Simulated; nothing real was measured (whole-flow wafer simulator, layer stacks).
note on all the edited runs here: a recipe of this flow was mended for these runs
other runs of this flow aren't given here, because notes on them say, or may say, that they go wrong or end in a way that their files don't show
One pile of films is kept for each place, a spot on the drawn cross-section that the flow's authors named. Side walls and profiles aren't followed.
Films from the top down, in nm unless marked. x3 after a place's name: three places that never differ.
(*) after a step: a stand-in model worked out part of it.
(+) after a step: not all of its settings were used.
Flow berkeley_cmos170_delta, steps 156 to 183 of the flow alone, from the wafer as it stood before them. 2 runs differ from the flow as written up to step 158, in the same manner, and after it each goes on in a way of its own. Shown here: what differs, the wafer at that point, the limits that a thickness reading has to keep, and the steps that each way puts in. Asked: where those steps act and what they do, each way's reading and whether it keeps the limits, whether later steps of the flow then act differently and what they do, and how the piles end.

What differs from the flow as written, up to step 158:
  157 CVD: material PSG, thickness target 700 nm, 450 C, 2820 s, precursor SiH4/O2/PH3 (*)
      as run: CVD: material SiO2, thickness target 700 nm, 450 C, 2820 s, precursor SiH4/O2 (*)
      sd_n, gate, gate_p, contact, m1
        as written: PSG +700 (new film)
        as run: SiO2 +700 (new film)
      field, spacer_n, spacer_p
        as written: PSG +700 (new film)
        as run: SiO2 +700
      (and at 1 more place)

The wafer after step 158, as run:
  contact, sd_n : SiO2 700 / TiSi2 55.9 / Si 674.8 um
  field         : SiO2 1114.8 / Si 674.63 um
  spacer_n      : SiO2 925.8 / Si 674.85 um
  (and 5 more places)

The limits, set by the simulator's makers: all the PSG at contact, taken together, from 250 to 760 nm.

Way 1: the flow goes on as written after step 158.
  The reading after step 158: 0 nm, outside the limits.
  Later steps of the flow that act differently than as written (8 more steps differ only slightly, by at most 2% or 0.5 nm, whichever is larger, and aren't shown):
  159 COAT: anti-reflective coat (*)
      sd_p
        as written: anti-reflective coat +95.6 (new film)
        this way: anti-reflective coat +92.6 (new film)
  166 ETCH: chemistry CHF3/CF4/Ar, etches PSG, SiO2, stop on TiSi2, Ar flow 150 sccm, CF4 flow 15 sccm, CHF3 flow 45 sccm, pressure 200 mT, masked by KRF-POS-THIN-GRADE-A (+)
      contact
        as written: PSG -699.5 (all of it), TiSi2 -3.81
        this way: SiO2 -699.5 (all of it), TiSi2 -3.81
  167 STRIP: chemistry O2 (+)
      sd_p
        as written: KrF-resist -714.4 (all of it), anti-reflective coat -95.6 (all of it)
        this way: KrF-resist -703.5 (all of it), anti-reflective coat -92.6 (all of it)
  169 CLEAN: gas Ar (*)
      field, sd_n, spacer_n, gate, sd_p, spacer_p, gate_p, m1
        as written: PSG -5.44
        this way: SiO2 -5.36
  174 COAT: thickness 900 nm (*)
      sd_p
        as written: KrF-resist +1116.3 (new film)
        this way: KrF-resist +1093.3 (new film)
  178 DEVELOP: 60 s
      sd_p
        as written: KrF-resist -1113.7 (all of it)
        this way: KrF-resist -1090.7 (all of it)
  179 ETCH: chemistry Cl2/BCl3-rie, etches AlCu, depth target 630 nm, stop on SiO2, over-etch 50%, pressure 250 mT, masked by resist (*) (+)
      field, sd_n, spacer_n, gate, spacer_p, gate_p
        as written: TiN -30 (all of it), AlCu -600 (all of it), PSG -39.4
        this way: TiN -30 (all of it), AlCu -600 (all of it), SiO2 -39.4
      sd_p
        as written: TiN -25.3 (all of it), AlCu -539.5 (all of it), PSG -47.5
        this way: TiN -25.8 (all of it), AlCu -549 (all of it), SiO2 -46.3
  At the end the piles differ from the flow's by more than 2% or 0.5 nm, whichever is larger, at field, sd_n, spacer_n, gate, sd_p, spacer_p, gate_p, m1.
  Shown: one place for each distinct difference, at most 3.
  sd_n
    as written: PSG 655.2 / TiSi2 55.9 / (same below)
    this way: SiO2 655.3 / TiSi2 55.9 / (same below)
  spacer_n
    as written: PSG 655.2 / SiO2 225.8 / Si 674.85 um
    this way: SiO2 881.1 / Si 674.85 um
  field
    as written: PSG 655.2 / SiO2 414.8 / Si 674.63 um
    this way: SiO2 1070.1 / Si 674.63 um

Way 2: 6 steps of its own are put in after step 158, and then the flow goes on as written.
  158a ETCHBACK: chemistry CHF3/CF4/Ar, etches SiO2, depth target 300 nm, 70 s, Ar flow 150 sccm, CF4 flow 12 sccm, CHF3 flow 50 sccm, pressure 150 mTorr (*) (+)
      field, sd_n, spacer_n and 6 more
        SiO2 -300
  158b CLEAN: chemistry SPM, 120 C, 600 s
      changes no film at any place that is followed
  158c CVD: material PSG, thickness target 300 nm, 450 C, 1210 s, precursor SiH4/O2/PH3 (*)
      field, sd_n, spacer_n, gate, spacer_p, gate_p, contact, m1
        PSG +300 (new film)
      sd_p
        PSG +283 (new film)
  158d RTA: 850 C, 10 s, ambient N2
      changes no film at any place that is followed
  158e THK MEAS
      changes no film at any place that is followed
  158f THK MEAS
      changes no film at any place that is followed
  The reading after step 158f: 300 nm, within the limits.
  Later steps of the flow that act differently than as written (10 more steps differ only slightly, by at most 2% or 0.5 nm, whichever is larger, and aren't shown):
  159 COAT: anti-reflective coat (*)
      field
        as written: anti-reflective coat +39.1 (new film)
        this way: anti-reflective coat +36.8 (new film)
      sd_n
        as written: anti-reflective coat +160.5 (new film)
        this way: anti-reflective coat +150.5 (new film)
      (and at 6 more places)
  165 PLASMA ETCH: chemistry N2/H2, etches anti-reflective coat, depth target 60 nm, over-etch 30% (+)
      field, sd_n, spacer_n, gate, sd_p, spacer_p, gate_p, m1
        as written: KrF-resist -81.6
        this way: KrF-resist -74.6
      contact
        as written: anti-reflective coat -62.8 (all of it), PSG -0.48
        this way: anti-reflective coat -57.4 (all of it), PSG -0.44
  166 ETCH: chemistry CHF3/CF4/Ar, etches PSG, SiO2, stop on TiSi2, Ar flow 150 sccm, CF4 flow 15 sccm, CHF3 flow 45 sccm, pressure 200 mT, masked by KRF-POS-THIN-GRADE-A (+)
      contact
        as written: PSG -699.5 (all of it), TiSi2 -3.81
        this way: PSG -299.6 (all of it), SiO2 -400 (all of it), TiSi2 -3.81
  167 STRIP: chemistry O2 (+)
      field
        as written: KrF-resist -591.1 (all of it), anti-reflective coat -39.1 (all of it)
        this way: KrF-resist -596.5 (all of it), anti-reflective coat -36.8 (all of it)
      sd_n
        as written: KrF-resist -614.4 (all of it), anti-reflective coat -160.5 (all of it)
        this way: KrF-resist -627.6 (all of it), anti-reflective coat -150.5 (all of it)
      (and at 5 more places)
  At the end the piles differ from the flow's by more than 2% or 0.5 nm, whichever is larger, at field, sd_n, spacer_n, gate, sd_p, spacer_p, gate_p, m1.
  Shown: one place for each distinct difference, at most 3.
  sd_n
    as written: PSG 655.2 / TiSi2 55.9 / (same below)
    this way: PSG 255.2 / SiO2 400 / TiSi2 55.9 / (same below)
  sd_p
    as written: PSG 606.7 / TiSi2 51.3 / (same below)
    this way: PSG 230.2 / SiO2 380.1 / TiSi2 51.3 / (same below)
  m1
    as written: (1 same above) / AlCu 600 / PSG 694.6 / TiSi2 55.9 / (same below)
    this way: (1 same above) / AlCu 600 / PSG 294.6 / SiO2 400 / TiSi2 55.9 / (same below)

Within the limits: way 2. Outside them: way 1.
